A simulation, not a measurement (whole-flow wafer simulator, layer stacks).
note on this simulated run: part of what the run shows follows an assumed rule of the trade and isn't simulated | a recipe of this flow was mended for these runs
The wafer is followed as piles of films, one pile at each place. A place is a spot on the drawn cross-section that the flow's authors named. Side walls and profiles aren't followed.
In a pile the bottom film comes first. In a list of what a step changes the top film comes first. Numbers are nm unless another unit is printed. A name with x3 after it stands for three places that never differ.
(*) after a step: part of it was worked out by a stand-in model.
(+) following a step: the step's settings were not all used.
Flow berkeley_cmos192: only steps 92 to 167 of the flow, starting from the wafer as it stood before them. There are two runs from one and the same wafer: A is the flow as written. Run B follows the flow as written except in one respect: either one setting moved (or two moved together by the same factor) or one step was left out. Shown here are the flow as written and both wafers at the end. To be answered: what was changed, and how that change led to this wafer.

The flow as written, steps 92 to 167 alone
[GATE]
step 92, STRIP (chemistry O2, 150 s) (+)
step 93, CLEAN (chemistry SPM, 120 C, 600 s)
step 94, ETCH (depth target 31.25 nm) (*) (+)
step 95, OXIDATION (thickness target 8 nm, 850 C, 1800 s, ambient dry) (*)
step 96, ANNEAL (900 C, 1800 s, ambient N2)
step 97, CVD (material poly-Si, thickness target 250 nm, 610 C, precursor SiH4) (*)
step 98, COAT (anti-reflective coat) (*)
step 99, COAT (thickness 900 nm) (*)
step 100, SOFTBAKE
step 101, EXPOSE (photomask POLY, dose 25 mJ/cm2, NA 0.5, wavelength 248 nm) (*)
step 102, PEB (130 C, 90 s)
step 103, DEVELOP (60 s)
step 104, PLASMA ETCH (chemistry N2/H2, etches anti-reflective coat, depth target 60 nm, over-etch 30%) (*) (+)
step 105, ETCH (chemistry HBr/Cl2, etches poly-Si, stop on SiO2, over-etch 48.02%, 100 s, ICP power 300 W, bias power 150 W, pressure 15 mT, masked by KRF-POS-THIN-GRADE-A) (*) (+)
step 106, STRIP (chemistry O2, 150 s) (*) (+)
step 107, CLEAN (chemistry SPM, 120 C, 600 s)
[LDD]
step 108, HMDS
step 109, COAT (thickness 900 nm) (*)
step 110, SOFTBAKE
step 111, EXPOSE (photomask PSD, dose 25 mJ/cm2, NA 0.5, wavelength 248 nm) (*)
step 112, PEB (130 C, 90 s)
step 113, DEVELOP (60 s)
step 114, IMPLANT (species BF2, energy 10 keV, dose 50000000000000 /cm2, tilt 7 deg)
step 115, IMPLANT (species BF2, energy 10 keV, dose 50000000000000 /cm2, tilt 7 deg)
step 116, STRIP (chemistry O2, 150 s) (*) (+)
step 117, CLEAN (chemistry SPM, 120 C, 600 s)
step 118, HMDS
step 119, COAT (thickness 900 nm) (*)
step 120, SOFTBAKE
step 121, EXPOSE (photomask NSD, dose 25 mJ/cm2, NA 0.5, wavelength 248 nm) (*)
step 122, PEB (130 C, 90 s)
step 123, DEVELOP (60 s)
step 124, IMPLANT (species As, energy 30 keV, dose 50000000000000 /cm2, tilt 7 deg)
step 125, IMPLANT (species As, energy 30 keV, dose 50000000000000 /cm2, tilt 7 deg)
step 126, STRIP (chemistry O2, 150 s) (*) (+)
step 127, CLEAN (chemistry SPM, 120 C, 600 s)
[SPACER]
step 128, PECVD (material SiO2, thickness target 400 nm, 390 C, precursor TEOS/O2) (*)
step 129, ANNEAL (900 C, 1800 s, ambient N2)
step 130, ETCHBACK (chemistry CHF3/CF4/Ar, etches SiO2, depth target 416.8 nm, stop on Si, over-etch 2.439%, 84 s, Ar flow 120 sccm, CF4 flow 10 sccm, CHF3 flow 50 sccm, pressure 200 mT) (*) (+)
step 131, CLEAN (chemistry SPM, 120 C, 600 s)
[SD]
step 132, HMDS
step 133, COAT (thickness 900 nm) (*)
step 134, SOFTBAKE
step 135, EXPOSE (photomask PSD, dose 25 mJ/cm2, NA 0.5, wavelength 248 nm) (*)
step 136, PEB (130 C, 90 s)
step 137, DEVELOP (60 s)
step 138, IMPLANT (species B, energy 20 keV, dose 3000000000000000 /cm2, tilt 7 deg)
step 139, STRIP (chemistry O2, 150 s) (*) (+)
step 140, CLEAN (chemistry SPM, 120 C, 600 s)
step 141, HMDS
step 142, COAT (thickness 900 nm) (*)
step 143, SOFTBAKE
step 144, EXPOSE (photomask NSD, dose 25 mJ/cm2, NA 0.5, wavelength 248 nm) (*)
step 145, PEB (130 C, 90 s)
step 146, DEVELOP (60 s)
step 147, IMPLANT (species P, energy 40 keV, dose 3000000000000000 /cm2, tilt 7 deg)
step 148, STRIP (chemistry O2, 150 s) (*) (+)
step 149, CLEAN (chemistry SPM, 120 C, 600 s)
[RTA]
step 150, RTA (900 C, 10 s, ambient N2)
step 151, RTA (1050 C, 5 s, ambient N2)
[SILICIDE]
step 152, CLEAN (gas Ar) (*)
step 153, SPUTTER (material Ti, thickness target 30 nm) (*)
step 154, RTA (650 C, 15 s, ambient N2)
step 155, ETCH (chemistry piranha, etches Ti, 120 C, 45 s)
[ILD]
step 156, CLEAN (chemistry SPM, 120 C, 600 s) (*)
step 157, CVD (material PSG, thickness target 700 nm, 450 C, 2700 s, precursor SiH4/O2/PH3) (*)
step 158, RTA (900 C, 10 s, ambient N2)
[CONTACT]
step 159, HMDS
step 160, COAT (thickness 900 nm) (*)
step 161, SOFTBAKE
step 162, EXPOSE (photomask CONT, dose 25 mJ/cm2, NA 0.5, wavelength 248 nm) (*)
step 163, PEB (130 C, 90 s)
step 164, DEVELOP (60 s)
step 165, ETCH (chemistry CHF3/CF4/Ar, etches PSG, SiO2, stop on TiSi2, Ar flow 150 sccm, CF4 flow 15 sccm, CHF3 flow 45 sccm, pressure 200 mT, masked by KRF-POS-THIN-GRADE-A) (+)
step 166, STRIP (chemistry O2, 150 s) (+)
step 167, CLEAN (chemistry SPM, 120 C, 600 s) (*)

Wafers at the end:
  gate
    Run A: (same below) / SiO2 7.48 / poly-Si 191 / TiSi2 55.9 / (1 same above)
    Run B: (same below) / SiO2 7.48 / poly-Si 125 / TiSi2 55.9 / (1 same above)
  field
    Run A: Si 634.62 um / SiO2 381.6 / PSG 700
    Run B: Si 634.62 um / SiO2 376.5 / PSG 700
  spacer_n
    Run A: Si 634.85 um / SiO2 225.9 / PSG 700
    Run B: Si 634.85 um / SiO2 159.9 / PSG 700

The reason: step 97, CVD: thickness target 184 nm was run, while the flow as written has thickness target 250 nm.

How this came from the change, step by step:
  step 97, CVD (material poly-Si, thickness target 250 nm, 610 C, precursor SiH4) (*)
      field, sd_n, spacer_n and 6 more: A poly-Si gains 250 (new film) | B poly-Si gains 184 (new film)
  step 105, ETCH (chemistry HBr/Cl2, etches poly-Si, stop on SiO2, over-etch 48.02%, 100 s, ICP power 300 W, bias power 150 W, pressure 15 mT, masked by KRF-POS-THIN-GRADE-A) (*) (+)
      field: A poly-Si loses 246.1 (all of it), SiO2 loses 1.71 | B poly-Si loses 180.1 (all of it), SiO2 loses 6.79
      sd_n: A poly-Si loses 248.9 (all of it), SiO2 loses 1.5 | B poly-Si loses 182.9 (all of it), SiO2 loses 6.58
      (as well as at 5 more places)
  step 109, COAT (thickness 900 nm) (*)
      gate: A KrF-resist gains 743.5 (new film) | B KrF-resist gains 797 (new film)
      gate_p: A KrF-resist gains 739.8 (new film) | B KrF-resist gains 793.3 (new film)
  step 113, DEVELOP (60 s)
      gate_p: A KrF-resist loses 738.2 (all of it) | B KrF-resist loses 791.6 (all of it)
  step 116, STRIP (chemistry O2, 150 s) (*) (+)
      gate: A KrF-resist loses 727 (all of it), chemical SiO2 gains 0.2, poly-Si loses 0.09 | B KrF-resist loses 780.3 (all of it), chemical SiO2 gains 0.2, poly-Si loses 0.09
  step 119, COAT (thickness 900 nm) (*)
      gate: A KrF-resist gains 743.4 (new film) | B KrF-resist gains 796.4 (new film)
      gate_p: A KrF-resist gains 739.7 (new film) | B KrF-resist gains 792.6 (new film)
  step 123, DEVELOP (60 s)
      gate: A KrF-resist loses 741.9 (all of it) | B KrF-resist loses 794.6 (all of it)
  step 126, STRIP (chemistry O2, 150 s) (*) (+)
      gate_p: A KrF-resist loses 723.2 (all of it), chemical SiO2 gains 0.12, poly-Si loses 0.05 | B KrF-resist loses 775.9 (all of it), chemical SiO2 gains 0.12, poly-Si loses 0.05
  step 130, ETCHBACK (chemistry CHF3/CF4/Ar, etches SiO2, depth target 416.8 nm, stop on Si, over-etch 2.439%, 84 s, Ar flow 120 sccm, CF4 flow 10 sccm, CHF3 flow 50 sccm, pressure 200 mT) (*) (+)
      spacer_n: A SiO2 loses 161 | B SiO2 loses 220.8
      spacer_p: A SiO2 loses 161 | B SiO2 loses 221.9
  step 133, COAT (thickness 900 nm) (*)
      spacer_n: A KrF-resist gains 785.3 (new film) | B KrF-resist gains 835.4 (new film)
      gate: A KrF-resist gains 764.7 (new film) | B KrF-resist gains 813.6 (new film)
      (as well as at 2 more places)
  step 137, DEVELOP (60 s)
      spacer_p: A KrF-resist loses 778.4 (all of it) | B KrF-resist loses 826.5 (all of it)
      gate_p: A KrF-resist loses 757.7 (all of it) | B KrF-resist loses 804.6 (all of it)
  step 139, STRIP (chemistry O2, 150 s) (*) (+)
      spacer_n: A KrF-resist loses 768.7 (all of it) | B KrF-resist loses 818.6 (all of it)
      gate: A KrF-resist loses 748.1 (all of it), chemical SiO2 gains 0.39, poly-Si loses 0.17 | B KrF-resist loses 796.9 (all of it), chemical SiO2 gains 0.39, poly-Si loses 0.17
  step 142, COAT (thickness 900 nm) (*)
      spacer_n: A KrF-resist gains 785.4 (new film) | B KrF-resist gains 835.5 (new film)
      gate: A KrF-resist gains 764.6 (new film) | B KrF-resist gains 813.5 (new film)
      (as well as at 2 more places)
  step 146, DEVELOP (60 s)
      spacer_n: A KrF-resist loses 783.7 (all of it) | B KrF-resist loses 833.6 (all of it)
      gate: A KrF-resist loses 762.9 (all of it) | B KrF-resist loses 811.7 (all of it)
  step 148, STRIP (chemistry O2, 150 s) (*) (+)
      spacer_p: A KrF-resist loses 763.6 (all of it) | B KrF-resist loses 811.7 (all of it)
      gate_p: A KrF-resist loses 742.5 (all of it), chemical SiO2 gains 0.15 | B KrF-resist loses 789.5 (all of it), chemical SiO2 gains 0.15
  step 160, COAT (thickness 900 nm) (*)
      spacer_n: A KrF-resist gains 823.6 (new film) | B KrF-resist gains 858.9 (new film)
      gate: A KrF-resist gains 803.9 (new film) | B KrF-resist gains 835.2 (new film)
      (as well as at 2 more places)
  step 166, STRIP (chemistry O2, 150 s) (+)
      spacer_n: A KrF-resist loses 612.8 (all of it) | B KrF-resist loses 648 (all of it)
      gate: A KrF-resist loses 593.2 (all of it) | B KrF-resist loses 624.4 (all of it)
      (as well as at 3 more places)
